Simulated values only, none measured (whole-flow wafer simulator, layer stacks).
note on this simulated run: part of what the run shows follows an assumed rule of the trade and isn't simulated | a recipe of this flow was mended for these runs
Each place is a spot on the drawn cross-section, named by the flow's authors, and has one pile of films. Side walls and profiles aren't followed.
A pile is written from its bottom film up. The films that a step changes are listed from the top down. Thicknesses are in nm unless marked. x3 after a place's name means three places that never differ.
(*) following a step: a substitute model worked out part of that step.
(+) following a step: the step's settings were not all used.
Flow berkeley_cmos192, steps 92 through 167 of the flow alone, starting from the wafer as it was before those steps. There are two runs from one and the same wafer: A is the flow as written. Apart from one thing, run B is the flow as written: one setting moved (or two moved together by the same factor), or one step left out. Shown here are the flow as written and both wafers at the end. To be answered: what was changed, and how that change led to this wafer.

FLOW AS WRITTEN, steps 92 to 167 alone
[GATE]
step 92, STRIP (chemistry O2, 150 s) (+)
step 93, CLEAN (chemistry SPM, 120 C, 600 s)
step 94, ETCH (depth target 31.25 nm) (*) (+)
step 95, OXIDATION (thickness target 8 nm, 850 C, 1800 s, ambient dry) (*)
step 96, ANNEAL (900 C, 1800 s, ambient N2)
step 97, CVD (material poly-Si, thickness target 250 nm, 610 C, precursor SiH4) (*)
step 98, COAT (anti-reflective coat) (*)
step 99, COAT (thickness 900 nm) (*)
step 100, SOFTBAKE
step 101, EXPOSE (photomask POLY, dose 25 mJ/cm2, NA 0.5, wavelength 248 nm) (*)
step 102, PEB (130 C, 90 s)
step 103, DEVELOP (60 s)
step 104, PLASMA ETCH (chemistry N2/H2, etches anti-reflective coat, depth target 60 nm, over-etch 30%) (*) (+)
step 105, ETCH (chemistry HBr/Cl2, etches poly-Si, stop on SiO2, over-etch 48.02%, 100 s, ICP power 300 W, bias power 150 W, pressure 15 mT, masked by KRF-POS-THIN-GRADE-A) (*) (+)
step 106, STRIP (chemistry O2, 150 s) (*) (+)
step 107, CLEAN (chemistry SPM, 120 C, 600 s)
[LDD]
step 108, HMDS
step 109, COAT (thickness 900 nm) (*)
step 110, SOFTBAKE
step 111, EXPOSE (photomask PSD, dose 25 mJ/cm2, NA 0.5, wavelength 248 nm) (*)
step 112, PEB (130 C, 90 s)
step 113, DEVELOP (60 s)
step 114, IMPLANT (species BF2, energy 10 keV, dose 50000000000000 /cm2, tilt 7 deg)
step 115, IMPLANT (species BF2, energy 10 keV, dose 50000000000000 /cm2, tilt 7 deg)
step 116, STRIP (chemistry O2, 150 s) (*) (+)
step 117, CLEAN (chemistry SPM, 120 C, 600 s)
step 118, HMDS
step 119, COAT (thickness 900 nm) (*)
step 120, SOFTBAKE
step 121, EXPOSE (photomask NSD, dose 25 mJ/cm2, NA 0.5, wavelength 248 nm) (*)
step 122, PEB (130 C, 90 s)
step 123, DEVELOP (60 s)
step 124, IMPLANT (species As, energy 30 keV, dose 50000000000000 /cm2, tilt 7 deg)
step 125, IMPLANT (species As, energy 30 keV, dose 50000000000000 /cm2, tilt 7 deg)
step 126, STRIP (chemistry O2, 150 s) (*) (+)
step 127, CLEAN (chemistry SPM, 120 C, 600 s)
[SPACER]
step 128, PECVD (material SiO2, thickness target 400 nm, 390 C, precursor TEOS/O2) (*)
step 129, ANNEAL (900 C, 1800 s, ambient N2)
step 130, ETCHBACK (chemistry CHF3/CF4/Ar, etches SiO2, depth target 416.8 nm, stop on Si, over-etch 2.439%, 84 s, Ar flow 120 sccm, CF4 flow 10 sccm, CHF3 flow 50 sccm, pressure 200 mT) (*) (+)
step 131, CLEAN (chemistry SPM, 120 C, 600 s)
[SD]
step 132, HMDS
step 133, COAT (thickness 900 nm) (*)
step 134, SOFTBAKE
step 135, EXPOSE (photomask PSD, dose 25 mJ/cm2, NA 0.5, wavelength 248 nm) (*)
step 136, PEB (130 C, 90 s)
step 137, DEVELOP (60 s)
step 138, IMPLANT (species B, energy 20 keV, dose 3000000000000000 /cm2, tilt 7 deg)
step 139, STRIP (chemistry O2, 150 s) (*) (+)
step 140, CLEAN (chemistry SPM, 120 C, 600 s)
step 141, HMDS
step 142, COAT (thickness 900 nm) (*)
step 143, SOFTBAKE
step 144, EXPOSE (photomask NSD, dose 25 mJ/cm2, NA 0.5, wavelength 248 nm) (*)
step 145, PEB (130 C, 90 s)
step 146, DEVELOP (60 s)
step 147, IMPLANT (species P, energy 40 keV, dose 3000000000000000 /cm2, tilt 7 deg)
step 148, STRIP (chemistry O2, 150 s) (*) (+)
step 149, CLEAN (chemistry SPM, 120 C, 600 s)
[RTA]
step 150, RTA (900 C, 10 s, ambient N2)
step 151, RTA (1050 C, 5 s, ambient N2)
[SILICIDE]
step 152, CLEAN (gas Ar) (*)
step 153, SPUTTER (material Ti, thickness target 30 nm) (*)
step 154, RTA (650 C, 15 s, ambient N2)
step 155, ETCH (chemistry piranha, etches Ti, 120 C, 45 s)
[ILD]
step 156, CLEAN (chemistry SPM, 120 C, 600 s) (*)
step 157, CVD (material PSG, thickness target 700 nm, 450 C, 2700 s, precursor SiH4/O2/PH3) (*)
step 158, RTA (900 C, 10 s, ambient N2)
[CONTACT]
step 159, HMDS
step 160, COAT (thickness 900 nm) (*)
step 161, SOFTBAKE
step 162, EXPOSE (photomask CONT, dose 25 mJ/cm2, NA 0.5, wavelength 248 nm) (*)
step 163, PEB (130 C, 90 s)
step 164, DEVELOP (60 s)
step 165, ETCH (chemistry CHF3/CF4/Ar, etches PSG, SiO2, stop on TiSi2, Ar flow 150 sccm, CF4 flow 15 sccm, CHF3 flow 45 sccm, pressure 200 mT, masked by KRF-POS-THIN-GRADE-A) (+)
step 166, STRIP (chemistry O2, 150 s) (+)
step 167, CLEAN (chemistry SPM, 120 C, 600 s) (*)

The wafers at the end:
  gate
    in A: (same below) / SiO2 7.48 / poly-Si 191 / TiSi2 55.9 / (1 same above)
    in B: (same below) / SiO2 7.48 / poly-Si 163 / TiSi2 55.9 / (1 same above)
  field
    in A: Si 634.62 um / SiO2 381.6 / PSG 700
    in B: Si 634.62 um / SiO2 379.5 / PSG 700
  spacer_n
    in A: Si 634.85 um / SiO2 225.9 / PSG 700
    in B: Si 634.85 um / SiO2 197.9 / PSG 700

What caused this: step 97, CVD: thickness target 222 nm was run, though the flow has thickness target 250 nm.

How this came from the change, step by step:
  step 97, CVD (material poly-Si, thickness target 250 nm, 610 C, precursor SiH4) (*)
      field, sd_n, spacer_n and 6 more: A poly-Si gains 250 (new film) | B poly-Si gains 222 (new film)
  step 105, ETCH (chemistry HBr/Cl2, etches poly-Si, stop on SiO2, over-etch 48.02%, 100 s, ICP power 300 W, bias power 150 W, pressure 15 mT, masked by KRF-POS-THIN-GRADE-A) (*) (+)
      spacer_n, spacer_p: A poly-Si loses 246.2 (all of it), SiO2 loses 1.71 | B poly-Si loses 218.2 (all of it), SiO2 loses 3.86
      field: A poly-Si loses 246.1 (all of it), SiO2 loses 1.71 | B poly-Si loses 218.2 (all of it), SiO2 loses 3.86
      (also at 4 further places)
  step 109, COAT (thickness 900 nm) (*)
      gate: A KrF-resist gains 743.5 (new film) | B KrF-resist gains 766.6 (new film)
      gate_p: A KrF-resist gains 739.8 (new film) | B KrF-resist gains 762.9 (new film)
  step 113, DEVELOP (60 s)
      gate_p: A KrF-resist loses 738.2 (all of it) | B KrF-resist loses 761.2 (all of it)
  step 116, STRIP (chemistry O2, 150 s) (*) (+)
      gate: A KrF-resist loses 727 (all of it), chemical SiO2 gains 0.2, poly-Si loses 0.09 | B KrF-resist loses 750 (all of it), chemical SiO2 gains 0.2, poly-Si loses 0.09
  step 119, COAT (thickness 900 nm) (*)
      gate: A KrF-resist gains 743.4 (new film) | B KrF-resist gains 765.8 (new film)
      gate_p: A KrF-resist gains 739.7 (new film) | B KrF-resist gains 762 (new film)
  step 123, DEVELOP (60 s)
      gate: A KrF-resist loses 741.9 (all of it) | B KrF-resist loses 764.1 (all of it)
  step 126, STRIP (chemistry O2, 150 s) (*) (+)
      gate_p: A KrF-resist loses 723.2 (all of it), chemical SiO2 gains 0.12, poly-Si loses 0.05 | B KrF-resist loses 745.5 (all of it), chemical SiO2 gains 0.12, poly-Si loses 0.05
  step 130, ETCHBACK (chemistry CHF3/CF4/Ar, etches SiO2, depth target 416.8 nm, stop on Si, over-etch 2.439%, 84 s, Ar flow 120 sccm, CF4 flow 10 sccm, CHF3 flow 50 sccm, pressure 200 mT) (*) (+)
      spacer_n: A SiO2 loses 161 | B SiO2 loses 186.9
      spacer_p: A SiO2 loses 161 | B SiO2 loses 186.8
  step 133, COAT (thickness 900 nm) (*)
      spacer_n: A KrF-resist gains 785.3 (new film) | B KrF-resist gains 805.6 (new film)
      gate: A KrF-resist gains 764.7 (new film) | B KrF-resist gains 784.5 (new film)
      (also at 2 further places)
  step 137, DEVELOP (60 s)
      spacer_p: A KrF-resist loses 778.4 (all of it) | B KrF-resist loses 798.6 (all of it)
      gate_p: A KrF-resist loses 757.7 (all of it) | B KrF-resist loses 777.5 (all of it)
  step 139, STRIP (chemistry O2, 150 s) (*) (+)
      spacer_n: A KrF-resist loses 768.7 (all of it) | B KrF-resist loses 788.9 (all of it)
      gate: A KrF-resist loses 748.1 (all of it), chemical SiO2 gains 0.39, poly-Si loses 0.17 | B KrF-resist loses 767.9 (all of it), chemical SiO2 gains 0.39, poly-Si loses 0.17
  step 142, COAT (thickness 900 nm) (*)
      spacer_n: A KrF-resist gains 785.4 (new film) | B KrF-resist gains 805.7 (new film)
      gate: A KrF-resist gains 764.6 (new film) | B KrF-resist gains 784.4 (new film)
      (also at 2 further places)
  step 146, DEVELOP (60 s)
      spacer_n: A KrF-resist loses 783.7 (all of it) | B KrF-resist loses 803.9 (all of it)
      gate: A KrF-resist loses 762.9 (all of it) | B KrF-resist loses 782.7 (all of it)
  step 148, STRIP (chemistry O2, 150 s) (*) (+)
      spacer_p: A KrF-resist loses 763.6 (all of it) | B KrF-resist loses 783.8 (all of it)
      gate_p: A KrF-resist loses 742.5 (all of it), chemical SiO2 gains 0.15 | B KrF-resist loses 762.3 (all of it), chemical SiO2 gains 0.15
  step 166, STRIP (chemistry O2, 150 s) (+)
      spacer_n: A KrF-resist loses 612.8 (all of it) | B KrF-resist loses 627.3 (all of it)
      gate: A KrF-resist loses 593.2 (all of it) | B KrF-resist loses 606 (all of it)
      (also at 2 further places)
